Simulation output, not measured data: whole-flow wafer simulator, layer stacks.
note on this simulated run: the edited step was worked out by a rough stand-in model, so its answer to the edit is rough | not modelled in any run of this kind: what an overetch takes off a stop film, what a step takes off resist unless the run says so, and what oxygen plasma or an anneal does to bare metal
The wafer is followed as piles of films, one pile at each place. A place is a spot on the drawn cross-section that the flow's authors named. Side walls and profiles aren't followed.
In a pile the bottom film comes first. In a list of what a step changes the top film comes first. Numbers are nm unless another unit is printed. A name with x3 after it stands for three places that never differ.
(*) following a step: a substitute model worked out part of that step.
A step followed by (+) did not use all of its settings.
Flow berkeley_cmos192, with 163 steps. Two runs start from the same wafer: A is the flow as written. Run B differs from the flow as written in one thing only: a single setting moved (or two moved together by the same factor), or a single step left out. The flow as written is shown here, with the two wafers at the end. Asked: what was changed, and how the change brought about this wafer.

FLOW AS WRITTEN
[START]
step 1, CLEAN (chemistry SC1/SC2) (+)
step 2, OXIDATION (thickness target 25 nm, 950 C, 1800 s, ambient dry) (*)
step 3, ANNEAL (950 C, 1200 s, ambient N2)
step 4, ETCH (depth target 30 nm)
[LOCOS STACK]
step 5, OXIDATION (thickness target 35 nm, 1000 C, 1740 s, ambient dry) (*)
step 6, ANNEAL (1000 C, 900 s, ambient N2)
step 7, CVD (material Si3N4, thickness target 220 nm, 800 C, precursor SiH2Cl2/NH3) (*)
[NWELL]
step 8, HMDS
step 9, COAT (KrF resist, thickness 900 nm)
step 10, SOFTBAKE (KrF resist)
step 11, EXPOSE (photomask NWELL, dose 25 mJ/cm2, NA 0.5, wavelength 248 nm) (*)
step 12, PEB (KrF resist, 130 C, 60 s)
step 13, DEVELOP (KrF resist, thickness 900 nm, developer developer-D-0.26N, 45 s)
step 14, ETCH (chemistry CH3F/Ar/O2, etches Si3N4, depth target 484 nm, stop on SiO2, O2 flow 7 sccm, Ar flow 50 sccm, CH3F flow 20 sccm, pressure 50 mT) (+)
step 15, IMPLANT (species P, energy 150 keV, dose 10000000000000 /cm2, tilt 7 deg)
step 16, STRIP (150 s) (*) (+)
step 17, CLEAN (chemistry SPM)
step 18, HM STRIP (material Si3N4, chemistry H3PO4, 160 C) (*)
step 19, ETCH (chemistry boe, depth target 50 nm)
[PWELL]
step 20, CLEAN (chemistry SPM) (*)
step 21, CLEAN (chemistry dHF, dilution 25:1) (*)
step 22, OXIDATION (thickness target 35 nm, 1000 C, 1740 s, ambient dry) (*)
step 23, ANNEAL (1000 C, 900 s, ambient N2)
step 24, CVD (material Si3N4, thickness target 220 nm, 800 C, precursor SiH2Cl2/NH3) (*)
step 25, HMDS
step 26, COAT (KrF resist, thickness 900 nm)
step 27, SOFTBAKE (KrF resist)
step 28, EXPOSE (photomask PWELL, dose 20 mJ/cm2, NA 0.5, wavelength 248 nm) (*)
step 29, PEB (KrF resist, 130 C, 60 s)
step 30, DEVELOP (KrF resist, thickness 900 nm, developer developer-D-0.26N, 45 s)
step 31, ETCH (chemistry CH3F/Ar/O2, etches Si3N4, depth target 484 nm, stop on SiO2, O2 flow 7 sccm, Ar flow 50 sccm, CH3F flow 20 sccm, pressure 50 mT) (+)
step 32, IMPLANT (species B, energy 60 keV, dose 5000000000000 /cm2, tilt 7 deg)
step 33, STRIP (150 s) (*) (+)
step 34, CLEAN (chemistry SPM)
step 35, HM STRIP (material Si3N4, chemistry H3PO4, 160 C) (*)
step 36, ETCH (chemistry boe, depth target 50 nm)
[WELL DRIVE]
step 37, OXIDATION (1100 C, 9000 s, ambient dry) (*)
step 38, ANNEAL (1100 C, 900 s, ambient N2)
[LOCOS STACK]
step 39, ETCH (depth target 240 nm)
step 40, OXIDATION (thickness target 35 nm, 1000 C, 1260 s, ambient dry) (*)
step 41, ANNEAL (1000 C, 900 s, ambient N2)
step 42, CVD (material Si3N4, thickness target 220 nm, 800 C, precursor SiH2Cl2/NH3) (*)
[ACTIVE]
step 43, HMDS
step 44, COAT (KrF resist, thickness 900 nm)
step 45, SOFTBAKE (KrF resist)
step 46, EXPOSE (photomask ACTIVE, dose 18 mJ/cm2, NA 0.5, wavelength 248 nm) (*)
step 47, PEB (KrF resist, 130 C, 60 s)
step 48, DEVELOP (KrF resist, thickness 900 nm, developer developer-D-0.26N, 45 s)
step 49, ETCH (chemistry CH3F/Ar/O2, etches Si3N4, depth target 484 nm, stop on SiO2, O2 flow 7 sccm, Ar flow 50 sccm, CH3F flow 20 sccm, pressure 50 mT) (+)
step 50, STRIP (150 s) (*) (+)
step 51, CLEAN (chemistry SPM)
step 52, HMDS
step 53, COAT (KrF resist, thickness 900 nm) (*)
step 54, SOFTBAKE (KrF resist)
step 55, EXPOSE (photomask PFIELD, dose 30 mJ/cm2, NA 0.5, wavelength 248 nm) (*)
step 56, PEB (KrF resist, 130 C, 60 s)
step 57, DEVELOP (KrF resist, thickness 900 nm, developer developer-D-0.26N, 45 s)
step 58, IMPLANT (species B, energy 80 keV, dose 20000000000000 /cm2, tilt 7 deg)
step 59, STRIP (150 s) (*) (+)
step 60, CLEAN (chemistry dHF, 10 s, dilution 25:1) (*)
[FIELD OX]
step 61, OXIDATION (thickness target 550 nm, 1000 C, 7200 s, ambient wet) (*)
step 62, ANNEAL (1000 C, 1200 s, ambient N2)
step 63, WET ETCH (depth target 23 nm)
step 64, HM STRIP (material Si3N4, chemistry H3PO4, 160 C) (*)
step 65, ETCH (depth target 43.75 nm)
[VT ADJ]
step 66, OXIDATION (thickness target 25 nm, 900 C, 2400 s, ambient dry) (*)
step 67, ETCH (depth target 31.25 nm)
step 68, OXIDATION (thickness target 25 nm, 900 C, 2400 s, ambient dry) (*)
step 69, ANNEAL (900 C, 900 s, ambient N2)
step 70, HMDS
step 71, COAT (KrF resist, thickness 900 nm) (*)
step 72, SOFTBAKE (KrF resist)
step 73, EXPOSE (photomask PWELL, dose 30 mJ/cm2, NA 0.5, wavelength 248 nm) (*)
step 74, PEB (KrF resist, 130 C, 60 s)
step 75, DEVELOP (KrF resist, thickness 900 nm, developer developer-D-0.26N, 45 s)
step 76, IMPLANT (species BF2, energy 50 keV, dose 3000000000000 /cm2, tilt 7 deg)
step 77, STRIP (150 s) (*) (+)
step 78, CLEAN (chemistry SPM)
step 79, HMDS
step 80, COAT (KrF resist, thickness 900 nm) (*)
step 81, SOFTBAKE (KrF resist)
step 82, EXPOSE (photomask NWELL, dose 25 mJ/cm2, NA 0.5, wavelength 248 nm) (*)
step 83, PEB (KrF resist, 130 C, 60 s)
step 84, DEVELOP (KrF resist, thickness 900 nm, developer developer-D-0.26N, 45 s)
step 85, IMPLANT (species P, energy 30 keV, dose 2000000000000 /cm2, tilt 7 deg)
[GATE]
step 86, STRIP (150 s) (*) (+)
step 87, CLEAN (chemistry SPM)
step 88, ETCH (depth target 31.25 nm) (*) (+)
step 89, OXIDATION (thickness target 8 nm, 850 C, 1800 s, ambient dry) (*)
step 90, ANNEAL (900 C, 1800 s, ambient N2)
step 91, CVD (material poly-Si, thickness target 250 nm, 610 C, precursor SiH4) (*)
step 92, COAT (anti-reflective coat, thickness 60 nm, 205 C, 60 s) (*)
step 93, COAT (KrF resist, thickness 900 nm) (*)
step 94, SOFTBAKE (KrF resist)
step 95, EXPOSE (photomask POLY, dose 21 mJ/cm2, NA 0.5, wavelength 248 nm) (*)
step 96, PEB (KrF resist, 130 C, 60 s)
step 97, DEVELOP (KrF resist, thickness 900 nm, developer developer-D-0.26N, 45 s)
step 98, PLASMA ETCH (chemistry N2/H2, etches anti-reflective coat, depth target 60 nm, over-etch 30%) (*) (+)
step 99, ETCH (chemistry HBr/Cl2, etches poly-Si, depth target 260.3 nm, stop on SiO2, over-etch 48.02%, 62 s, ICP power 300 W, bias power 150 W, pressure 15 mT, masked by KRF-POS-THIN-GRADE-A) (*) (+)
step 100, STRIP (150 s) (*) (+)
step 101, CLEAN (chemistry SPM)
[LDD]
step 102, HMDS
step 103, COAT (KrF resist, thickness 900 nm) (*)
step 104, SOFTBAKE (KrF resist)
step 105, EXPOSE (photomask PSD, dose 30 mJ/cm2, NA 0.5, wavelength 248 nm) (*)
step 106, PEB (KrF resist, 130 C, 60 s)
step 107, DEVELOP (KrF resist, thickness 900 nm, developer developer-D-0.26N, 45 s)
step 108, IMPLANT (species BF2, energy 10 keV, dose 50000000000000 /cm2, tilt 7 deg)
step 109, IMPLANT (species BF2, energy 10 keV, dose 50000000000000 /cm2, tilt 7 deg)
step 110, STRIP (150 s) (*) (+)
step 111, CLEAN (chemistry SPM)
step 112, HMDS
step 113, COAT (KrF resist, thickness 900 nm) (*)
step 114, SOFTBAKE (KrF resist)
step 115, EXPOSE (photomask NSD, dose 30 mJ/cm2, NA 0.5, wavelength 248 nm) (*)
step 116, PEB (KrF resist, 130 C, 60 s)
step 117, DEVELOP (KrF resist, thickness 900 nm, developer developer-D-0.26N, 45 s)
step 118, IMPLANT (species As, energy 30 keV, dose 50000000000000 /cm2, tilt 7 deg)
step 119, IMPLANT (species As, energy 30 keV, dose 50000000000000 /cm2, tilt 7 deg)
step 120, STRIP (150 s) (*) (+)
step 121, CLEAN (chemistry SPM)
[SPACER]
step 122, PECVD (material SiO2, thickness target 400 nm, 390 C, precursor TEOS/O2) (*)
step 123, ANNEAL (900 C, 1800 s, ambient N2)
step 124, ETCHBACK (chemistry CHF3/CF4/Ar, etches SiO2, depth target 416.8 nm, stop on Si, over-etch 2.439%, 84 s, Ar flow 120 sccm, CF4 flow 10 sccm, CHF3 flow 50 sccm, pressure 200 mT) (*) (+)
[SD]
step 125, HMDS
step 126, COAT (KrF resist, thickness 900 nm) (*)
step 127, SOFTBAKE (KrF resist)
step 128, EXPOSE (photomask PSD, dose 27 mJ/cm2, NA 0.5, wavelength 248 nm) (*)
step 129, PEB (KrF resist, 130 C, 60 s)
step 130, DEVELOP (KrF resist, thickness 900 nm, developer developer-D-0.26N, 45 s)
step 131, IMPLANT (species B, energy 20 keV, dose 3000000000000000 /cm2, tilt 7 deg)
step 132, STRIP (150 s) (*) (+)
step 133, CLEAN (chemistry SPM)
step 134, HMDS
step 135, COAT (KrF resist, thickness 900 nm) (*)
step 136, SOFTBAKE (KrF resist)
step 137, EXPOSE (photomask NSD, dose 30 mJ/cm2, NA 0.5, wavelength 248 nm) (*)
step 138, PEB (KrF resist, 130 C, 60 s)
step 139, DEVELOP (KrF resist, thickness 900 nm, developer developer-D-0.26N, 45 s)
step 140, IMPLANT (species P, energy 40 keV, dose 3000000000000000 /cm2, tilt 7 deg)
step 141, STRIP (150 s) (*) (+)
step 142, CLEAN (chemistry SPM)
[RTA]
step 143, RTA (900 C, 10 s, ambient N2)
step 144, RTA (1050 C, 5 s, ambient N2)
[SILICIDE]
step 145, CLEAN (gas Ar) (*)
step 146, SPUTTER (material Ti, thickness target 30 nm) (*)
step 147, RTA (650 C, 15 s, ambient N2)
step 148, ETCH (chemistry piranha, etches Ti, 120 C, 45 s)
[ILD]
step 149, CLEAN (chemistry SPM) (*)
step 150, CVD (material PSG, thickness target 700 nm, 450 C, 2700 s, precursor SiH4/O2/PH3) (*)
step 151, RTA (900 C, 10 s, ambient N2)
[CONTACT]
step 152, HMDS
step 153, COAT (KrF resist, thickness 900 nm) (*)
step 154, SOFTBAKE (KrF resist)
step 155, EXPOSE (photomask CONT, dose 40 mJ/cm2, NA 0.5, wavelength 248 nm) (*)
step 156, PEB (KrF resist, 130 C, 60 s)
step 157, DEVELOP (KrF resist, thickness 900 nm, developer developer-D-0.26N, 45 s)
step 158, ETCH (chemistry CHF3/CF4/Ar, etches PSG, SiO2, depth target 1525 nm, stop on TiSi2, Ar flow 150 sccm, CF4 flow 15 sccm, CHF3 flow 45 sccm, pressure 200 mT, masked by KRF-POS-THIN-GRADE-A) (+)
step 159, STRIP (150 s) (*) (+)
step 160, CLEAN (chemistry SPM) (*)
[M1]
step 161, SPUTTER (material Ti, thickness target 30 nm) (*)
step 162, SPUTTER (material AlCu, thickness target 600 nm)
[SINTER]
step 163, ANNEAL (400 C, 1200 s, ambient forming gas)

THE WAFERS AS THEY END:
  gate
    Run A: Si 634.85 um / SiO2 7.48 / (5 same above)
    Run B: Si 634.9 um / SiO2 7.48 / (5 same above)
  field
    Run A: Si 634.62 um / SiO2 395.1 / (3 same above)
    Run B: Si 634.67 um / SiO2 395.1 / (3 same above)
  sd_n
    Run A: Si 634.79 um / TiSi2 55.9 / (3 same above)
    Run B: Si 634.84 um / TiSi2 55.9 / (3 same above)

The reason: step 37, OXIDATION: 990 C was run, though the flow has 1100 C.

How this came from the change, step by step:
  step 37, OXIDATION (1100 C, 9000 s, ambient dry) (*)
      field, sd_n, spacer_n and 6 more: A +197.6 SiO2 (new film), -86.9 Si | B +82.3 SiO2 (new film), -36.2 Si
  step 39, ETCH (depth target 240 nm)
      field, sd_n, spacer_n and 6 more: A -197.6 SiO2 (all of it) | B -82.3 SiO2 (all of it)
